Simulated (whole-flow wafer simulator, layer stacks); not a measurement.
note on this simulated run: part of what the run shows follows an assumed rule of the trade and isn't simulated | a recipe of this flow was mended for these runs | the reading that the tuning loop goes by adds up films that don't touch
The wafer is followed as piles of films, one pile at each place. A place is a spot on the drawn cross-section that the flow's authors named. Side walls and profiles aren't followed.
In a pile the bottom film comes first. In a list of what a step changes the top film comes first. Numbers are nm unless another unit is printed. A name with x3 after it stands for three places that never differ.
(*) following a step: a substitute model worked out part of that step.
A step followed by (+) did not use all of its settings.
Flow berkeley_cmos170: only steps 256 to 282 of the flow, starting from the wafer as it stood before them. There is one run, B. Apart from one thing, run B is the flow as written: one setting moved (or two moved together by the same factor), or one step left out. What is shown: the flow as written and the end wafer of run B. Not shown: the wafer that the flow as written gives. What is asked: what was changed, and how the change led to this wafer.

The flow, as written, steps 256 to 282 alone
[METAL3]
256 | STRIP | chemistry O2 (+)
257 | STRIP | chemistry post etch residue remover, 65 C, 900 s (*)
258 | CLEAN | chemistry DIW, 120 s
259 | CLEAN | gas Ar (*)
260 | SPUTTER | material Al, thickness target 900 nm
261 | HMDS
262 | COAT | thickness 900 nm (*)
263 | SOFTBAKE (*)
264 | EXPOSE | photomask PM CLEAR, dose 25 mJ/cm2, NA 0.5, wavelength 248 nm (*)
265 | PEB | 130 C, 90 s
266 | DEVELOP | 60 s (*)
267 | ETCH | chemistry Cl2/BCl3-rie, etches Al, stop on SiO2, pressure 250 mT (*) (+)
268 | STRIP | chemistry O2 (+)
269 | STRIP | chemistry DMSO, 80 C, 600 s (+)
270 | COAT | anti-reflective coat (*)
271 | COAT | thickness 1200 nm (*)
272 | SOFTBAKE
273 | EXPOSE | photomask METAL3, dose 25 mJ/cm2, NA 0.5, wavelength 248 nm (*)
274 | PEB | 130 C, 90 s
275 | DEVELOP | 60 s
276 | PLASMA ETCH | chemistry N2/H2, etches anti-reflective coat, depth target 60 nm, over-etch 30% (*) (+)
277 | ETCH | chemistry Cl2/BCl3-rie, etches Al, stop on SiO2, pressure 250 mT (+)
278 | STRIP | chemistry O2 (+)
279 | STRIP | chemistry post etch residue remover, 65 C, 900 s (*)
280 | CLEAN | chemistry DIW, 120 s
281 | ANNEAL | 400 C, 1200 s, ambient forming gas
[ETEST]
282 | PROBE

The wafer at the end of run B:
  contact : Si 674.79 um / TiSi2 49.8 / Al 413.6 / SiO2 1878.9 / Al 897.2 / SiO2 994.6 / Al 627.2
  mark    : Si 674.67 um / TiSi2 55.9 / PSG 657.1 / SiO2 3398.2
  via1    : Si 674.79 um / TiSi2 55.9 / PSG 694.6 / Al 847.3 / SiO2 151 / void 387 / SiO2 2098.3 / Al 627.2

Cause: step 260, SPUTTER: thickness target 630 nm was run, whereas the flow has thickness target 900 nm.

How this came from the change, step by step:
  260 | SPUTTER | material Al, thickness target 900 nm
      field, mark, sd_n and 9 more: +630 Al (new film) (it would be, as written: +900 Al (new film))
      via2: +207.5 Al (it would be, as written: +259.4 Al)
  262 | COAT | thickness 900 nm (*)
      via2: +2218 KrF-resist (new film) (it would be, as written: +2428.6 KrF-resist (new film))
  265 | PEB | 130 C, 90 s
      via2: -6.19 KrF-resist (it would be, as written: -7.55 KrF-resist)
  267 | ETCH | chemistry Cl2/BCl3-rie, etches Al, stop on SiO2, pressure 250 mT (*) (+)
      field, sd_n, spacer_n and 9 more: -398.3 KrF-resist (it would be, as written: -533.3 KrF-resist)
      mark: -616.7 Al (all of it), -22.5 SiO2 (it would be, as written: -886.7 Al (all of it), -22.5 SiO2)
  268 | STRIP | chemistry O2 (+)
      field, spacer_n, gate_n: -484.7 KrF-resist (all of it) (it would be, as written: -349.7 KrF-resist (all of it))
      spacer_p, gate_p: -484.6 KrF-resist (all of it) (it would be, as written: -349.6 KrF-resist (all of it))
      (as well as at 7 more places)
  270 | COAT | anti-reflective coat (*)
      via2: +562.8 anti-reflective coat (new film) (it would be, as written: +671.1 anti-reflective coat (new film))
  271 | COAT | thickness 1200 nm (*)
      via2: +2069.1 KrF-resist (new film) (it would be, as written: +2189.1 KrF-resist (new film))
  274 | PEB | 130 C, 90 s
      via2: -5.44 KrF-resist (it would be, as written: -6.08 KrF-resist)
  277 | ETCH | chemistry Cl2/BCl3-rie, etches Al, stop on SiO2, pressure 250 mT (+)
      field, sd_n, spacer_n, gate_n, sd_p, spacer_p, gate_p: -630 Al (all of it), -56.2 SiO2 (it would be, as written: -900 Al (all of it), -56.2 SiO2)
      contact, m1, via1, m2, via2: -540 KrF-resist (it would be, as written: -675 KrF-resist)
      (as well as at 1 more place)
  278 | STRIP | chemistry O2 (+)
      contact: -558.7 KrF-resist (all of it), -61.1 anti-reflective coat (all of it) (it would be, as written: -424 KrF-resist (all of it), -61.1 anti-reflective coat (all of it))
      m1: -553.5 KrF-resist (all of it), -40.8 anti-reflective coat (all of it) (it would be, as written: -423.6 KrF-resist (all of it), -40.9 anti-reflective coat (all of it))
      (as well as at 3 more places)
